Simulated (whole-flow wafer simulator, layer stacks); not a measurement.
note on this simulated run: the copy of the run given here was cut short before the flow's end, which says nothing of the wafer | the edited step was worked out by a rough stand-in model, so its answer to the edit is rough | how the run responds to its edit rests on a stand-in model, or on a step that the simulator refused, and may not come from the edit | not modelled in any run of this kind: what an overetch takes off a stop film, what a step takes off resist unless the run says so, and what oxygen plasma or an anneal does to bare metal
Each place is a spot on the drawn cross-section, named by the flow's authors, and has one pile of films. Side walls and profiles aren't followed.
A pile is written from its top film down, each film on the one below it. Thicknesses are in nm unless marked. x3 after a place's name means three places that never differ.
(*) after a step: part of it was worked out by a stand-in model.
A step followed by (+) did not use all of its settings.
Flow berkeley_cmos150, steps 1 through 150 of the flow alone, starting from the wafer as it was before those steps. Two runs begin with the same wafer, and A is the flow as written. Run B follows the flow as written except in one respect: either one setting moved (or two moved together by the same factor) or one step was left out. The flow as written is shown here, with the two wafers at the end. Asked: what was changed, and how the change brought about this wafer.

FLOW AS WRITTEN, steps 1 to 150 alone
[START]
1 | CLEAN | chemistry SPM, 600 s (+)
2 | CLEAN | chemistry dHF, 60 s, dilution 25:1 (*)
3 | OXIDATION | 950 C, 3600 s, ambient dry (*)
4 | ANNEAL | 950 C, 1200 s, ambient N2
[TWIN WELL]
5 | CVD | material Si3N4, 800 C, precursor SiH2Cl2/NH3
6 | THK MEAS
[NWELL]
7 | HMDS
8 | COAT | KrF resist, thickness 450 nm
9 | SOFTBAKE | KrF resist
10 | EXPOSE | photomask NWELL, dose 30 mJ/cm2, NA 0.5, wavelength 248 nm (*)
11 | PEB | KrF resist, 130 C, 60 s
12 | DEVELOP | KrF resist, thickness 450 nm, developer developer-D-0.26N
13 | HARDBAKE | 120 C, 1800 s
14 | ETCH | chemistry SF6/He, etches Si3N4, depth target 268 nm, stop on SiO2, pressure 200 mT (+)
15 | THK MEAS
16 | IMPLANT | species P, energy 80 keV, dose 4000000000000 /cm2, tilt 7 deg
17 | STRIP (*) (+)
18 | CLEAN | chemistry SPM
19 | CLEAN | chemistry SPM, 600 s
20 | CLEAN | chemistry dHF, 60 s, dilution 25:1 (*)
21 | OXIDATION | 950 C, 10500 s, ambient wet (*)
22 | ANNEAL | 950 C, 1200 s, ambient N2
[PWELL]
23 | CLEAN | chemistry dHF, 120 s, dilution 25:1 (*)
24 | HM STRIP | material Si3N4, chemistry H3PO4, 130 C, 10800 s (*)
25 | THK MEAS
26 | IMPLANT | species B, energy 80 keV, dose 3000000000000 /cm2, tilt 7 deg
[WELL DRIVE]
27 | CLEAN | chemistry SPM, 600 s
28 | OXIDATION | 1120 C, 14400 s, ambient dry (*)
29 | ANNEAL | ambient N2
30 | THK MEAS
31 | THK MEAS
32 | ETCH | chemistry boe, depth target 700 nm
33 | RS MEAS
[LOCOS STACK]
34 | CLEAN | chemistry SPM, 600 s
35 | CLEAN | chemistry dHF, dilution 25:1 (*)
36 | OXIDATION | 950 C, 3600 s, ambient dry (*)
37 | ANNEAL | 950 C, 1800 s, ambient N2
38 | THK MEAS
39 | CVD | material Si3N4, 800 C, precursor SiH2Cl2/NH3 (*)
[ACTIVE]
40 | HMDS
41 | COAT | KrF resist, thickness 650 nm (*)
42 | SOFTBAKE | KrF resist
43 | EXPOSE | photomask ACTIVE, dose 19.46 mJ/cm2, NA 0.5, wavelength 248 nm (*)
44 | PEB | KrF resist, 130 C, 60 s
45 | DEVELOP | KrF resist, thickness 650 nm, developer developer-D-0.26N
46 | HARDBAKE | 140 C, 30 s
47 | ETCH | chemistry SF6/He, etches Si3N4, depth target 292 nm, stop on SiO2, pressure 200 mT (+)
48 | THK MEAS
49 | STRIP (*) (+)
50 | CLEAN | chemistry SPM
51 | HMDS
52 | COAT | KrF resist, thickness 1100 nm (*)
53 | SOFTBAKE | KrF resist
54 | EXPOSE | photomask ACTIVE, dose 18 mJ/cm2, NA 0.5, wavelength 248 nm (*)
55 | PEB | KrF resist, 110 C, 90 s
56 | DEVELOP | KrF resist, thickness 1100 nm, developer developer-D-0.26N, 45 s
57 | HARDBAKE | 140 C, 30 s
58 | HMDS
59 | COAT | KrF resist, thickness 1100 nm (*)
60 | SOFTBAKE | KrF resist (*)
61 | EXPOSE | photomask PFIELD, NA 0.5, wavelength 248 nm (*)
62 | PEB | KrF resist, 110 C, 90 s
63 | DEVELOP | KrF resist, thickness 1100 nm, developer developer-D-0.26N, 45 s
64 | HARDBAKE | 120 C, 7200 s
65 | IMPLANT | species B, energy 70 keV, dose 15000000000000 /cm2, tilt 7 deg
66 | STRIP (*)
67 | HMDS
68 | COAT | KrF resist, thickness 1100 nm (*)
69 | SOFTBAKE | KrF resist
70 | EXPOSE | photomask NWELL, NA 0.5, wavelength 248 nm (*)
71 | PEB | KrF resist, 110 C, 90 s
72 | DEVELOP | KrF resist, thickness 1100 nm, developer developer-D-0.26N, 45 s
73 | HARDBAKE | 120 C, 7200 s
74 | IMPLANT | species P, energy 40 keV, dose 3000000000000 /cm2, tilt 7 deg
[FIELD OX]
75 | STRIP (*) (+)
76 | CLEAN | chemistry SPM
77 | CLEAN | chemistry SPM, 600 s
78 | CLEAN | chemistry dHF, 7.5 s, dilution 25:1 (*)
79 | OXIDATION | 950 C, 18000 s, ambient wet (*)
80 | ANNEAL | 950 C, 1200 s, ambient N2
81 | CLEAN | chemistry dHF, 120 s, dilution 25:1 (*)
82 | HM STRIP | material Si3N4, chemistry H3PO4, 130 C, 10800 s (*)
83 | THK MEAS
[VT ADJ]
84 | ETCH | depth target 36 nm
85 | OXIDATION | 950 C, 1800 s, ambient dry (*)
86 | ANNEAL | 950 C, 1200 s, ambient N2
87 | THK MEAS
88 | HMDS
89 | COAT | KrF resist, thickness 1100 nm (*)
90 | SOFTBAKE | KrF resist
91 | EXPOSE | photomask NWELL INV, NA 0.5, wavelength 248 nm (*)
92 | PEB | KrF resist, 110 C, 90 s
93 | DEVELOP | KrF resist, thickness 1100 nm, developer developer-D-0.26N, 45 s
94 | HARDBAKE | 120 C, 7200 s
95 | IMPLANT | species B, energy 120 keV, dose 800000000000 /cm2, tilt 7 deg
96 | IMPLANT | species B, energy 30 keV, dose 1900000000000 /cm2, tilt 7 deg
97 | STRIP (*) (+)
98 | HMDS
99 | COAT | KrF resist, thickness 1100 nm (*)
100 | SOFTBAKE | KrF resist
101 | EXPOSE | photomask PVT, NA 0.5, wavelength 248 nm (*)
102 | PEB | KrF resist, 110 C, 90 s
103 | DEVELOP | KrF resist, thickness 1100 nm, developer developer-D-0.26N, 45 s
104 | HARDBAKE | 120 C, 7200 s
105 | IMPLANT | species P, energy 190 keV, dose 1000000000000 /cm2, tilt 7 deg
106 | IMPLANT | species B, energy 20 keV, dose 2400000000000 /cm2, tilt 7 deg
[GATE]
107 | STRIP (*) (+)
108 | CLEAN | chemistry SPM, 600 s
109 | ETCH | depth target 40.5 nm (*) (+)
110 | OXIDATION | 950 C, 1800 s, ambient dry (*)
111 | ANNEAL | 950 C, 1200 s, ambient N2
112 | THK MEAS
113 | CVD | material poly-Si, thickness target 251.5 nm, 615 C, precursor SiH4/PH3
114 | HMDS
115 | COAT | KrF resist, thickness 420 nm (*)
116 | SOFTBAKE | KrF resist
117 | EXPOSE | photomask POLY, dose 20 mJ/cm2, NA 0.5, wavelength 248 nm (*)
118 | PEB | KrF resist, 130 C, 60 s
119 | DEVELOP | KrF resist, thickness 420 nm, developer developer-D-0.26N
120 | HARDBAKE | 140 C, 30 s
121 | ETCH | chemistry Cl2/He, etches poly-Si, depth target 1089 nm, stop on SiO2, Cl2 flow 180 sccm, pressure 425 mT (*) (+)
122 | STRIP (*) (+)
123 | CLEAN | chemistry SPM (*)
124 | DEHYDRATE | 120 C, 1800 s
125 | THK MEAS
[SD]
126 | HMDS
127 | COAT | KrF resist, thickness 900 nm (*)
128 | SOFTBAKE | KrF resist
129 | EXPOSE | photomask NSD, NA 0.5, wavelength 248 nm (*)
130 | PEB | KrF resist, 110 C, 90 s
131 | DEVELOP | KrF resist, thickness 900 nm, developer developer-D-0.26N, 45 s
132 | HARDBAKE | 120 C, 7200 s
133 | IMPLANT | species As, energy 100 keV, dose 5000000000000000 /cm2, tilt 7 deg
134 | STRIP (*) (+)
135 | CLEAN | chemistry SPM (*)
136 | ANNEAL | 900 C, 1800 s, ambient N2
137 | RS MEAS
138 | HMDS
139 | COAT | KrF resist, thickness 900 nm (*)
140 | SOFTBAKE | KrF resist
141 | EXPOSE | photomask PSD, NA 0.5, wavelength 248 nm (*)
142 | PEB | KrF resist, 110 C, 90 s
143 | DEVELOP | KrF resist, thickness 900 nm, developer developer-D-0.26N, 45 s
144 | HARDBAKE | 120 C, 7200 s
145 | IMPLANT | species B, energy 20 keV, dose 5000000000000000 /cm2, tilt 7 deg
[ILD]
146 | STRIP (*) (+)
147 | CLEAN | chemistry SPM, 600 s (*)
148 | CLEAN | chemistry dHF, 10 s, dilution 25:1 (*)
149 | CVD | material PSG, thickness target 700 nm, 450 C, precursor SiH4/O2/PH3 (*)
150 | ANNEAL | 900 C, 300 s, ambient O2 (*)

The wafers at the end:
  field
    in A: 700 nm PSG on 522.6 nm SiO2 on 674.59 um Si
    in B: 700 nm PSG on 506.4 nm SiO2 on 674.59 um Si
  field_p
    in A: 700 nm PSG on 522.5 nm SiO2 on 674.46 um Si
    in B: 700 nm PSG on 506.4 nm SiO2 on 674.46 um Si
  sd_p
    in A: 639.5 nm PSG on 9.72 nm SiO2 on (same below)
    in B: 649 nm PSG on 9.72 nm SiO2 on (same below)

The reason: step 109, ETCH: depth target 56.7 nm was run, while the flow as written has depth target 40.5 nm.

The path from the change to this, step by step:
  109 | ETCH | depth target 40.5 nm (*) (+)
      field, field_p: A -40.5 SiO2 | B -56.7 SiO2
  122 | STRIP (*) (+)
      gate_p: A +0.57 chemical SiO2 (new film), -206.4 KrF resist (all of it), -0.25 poly-Si | B +0.57 chemical SiO2 (new film), -201.8 KrF resist (all of it), -0.25 poly-Si
